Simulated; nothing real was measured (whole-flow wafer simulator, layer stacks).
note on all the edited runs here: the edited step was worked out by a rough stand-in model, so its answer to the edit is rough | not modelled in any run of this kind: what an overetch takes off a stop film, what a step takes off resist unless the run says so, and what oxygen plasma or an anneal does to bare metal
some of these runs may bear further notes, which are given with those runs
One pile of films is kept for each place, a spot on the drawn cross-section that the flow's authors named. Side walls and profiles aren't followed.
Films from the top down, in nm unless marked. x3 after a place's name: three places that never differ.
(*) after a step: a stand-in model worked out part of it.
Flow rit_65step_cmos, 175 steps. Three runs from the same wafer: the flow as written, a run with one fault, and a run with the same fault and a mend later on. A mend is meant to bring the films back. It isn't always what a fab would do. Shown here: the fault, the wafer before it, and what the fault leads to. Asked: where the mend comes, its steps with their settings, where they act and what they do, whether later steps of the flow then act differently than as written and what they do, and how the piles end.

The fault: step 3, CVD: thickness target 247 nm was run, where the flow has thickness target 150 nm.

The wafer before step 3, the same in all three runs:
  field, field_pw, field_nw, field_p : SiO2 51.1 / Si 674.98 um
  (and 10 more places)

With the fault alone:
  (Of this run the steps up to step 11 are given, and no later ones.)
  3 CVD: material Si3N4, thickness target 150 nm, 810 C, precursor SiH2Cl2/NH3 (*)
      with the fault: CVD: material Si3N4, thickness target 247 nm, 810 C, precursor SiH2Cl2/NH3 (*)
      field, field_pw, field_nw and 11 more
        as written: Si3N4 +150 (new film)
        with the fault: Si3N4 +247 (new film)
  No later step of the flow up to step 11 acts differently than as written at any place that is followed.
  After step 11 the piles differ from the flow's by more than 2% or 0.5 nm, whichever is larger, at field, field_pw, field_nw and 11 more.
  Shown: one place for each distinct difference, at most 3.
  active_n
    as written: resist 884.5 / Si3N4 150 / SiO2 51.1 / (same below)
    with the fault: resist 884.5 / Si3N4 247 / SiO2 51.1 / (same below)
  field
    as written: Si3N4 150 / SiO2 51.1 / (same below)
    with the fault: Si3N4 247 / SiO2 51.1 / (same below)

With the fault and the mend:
  The mend comes after step 4.
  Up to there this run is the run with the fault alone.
  4a ETCH: chemistry h3po4, depth target 284 nm
      field, field_pw, field_nw and 11 more
        Si3N4 -247 (all of it)
  4b CLEAN: chemistry SC2, 75 C, 600 s
      changes no film at any place that is followed
  4c CVD: material Si3N4, thickness target 150 nm, 810 C, precursor SiH2Cl2/NH3 (*) (the flow's step 3 once more)
      field, field_pw, field_nw and 11 more
        Si3N4 +150 (new film)
  No later step of the flow acts differently than as written at any place that is followed.
  At the end the piles are the same as the flow's at every place that both follow.
